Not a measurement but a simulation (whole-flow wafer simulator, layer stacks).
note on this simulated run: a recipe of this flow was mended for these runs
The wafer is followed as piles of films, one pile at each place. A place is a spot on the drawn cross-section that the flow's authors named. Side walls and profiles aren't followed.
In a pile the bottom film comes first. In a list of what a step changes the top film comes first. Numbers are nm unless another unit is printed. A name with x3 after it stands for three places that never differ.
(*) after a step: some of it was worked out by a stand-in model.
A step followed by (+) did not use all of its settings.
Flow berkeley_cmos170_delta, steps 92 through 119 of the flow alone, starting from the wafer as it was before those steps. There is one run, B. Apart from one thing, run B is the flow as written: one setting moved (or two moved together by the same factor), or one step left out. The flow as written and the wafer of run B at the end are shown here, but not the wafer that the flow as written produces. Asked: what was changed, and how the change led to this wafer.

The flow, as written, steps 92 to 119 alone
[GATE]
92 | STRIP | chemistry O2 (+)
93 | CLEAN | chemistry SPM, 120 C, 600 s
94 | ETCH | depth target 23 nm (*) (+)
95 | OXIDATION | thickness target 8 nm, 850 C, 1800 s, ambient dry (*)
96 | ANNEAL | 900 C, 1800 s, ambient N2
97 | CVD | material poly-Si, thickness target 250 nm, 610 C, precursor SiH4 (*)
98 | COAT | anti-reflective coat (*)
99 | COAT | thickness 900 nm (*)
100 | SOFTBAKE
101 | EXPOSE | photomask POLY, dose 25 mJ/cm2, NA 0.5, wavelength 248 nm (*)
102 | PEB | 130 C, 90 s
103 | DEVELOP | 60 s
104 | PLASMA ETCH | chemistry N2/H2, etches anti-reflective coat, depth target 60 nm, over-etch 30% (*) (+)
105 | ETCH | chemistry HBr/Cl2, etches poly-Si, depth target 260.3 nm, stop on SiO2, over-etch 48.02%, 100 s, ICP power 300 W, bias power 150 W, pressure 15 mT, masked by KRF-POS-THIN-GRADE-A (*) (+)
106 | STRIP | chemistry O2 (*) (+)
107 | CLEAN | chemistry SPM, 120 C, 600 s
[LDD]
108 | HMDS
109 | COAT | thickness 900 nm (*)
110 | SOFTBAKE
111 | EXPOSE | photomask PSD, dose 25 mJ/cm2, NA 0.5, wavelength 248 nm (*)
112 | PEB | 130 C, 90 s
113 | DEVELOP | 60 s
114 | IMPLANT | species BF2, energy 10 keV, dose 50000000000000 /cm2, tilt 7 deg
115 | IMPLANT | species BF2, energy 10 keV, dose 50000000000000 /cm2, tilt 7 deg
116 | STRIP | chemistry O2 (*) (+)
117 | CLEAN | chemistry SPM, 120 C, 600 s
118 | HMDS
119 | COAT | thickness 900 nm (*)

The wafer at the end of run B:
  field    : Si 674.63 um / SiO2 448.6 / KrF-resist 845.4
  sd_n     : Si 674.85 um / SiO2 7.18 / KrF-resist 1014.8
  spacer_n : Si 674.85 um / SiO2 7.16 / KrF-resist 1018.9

Cause: step 97, CVD: thickness target 325 nm was run, while the flow as written has thickness target 250 nm.

Step by step, how the change led to this:
  97 | CVD | material poly-Si, thickness target 250 nm, 610 C, precursor SiH4 (*)
      field, sd_n, spacer_n and 6 more: +325 poly-Si (new film) (in the flow as written it would be: +250 poly-Si (new film))
  98 | COAT | anti-reflective coat (*)
      field: +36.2 anti-reflective coat (new film) (in the flow as written it would be: +35.2 anti-reflective coat (new film))
      sd_n: +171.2 anti-reflective coat (new film) (in the flow as written it would be: +166.5 anti-reflective coat (new film))
      (as well as at 1 more place)
  104 | PLASMA ETCH | chemistry N2/H2, etches anti-reflective coat, depth target 60 nm, over-etch 30% (*) (+)
      field: -36.2 anti-reflective coat (all of it), -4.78 poly-Si (in the flow as written it would be: -35.2 anti-reflective coat (all of it), -4.65 poly-Si)
      sd_n: -171.2 anti-reflective coat (all of it), -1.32 poly-Si (in the flow as written it would be: -166.5 anti-reflective coat (all of it), -1.28 poly-Si)
      (as well as at 1 more place)
  105 | ETCH | chemistry HBr/Cl2, etches poly-Si, depth target 260.3 nm, stop on SiO2, over-etch 48.02%, 100 s, ICP power 300 W, bias power 150 W, pressure 15 mT, masked by KRF-POS-THIN-GRADE-A (*) (+)
      field: -320.2 poly-Si (all of it), -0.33 SiO2 (in the flow as written it would be: -245.4 poly-Si (all of it), -1.77 SiO2)
      sd_n: -323.7 poly-Si (all of it), -0.31 SiO2 (in the flow as written it would be: -248.7 poly-Si (all of it), -1.52 SiO2)
      (as well as at 5 more places)
  109 | COAT | thickness 900 nm (*)
      gate: +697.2 KrF-resist (new film) (in the flow as written it would be: +758.7 KrF-resist (new film))
      gate_p: +693 KrF-resist (new film) (in the flow as written it would be: +754.5 KrF-resist (new film))
  113 | DEVELOP | 60 s
      gate_p: -691.6 KrF-resist (all of it) (in the flow as written it would be: -752.9 KrF-resist (all of it))
  116 | STRIP | chemistry O2 (*) (+)
      gate: -680.8 KrF-resist (all of it), +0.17 chemical SiO2 (in the flow as written it would be: -742.2 KrF-resist (all of it), +0.17 chemical SiO2)
  119 | COAT | thickness 900 nm (*)
      gate: +696.2 KrF-resist (new film) (in the flow as written it would be: +758 KrF-resist (new film))
      gate_p: +691.9 KrF-resist (new film) (in the flow as written it would be: +753.6 KrF-resist (new film))
